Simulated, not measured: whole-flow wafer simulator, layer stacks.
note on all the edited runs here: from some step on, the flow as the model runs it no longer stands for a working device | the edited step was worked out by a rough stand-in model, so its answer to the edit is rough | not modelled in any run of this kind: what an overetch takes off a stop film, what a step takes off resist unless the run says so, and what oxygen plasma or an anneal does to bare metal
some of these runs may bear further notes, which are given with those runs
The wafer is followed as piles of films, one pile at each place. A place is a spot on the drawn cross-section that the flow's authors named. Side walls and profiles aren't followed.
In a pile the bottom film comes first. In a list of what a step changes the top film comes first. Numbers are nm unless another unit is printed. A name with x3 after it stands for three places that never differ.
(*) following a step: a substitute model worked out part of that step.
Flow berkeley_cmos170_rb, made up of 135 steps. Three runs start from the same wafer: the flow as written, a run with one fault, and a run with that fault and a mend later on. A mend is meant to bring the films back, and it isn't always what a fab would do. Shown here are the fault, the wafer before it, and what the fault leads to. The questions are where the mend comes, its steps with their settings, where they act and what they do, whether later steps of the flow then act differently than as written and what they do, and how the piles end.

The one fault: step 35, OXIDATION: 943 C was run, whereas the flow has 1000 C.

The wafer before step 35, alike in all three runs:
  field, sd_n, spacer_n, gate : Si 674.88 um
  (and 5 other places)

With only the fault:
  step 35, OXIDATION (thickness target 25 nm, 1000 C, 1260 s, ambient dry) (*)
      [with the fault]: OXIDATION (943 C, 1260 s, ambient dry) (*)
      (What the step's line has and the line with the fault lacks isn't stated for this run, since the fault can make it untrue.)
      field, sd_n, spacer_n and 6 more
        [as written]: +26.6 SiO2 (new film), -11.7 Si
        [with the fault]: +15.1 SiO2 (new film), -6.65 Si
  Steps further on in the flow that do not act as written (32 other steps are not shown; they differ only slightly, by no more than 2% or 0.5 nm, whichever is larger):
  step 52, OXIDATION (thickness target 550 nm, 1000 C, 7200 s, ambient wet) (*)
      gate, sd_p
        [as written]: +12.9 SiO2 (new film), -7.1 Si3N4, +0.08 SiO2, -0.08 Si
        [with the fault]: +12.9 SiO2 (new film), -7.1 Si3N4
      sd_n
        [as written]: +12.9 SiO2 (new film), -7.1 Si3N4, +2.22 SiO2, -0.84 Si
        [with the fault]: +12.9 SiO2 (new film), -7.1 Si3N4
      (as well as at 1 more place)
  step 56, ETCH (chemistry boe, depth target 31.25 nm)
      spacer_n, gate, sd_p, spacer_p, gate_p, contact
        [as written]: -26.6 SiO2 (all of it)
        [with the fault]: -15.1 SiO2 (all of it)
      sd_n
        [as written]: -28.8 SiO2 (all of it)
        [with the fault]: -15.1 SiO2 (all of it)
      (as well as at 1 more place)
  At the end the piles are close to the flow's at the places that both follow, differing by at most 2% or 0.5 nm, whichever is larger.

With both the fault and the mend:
  After step 36 comes the mend.
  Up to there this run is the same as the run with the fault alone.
  step 36a, OXIDATION (1000 C, 691 s, ambient dry) (*) (a further turn of the flow's step 35, with different settings)
      field, sd_n, spacer_n and 6 more
        +11.4 SiO2, -5.04 Si
  Every later step of the flow that is run acts as written, at every place that is followed, to within 2% or 0.5 nm, whichever is larger.
  By the end, the piles equal the flow's at every place that both follow.
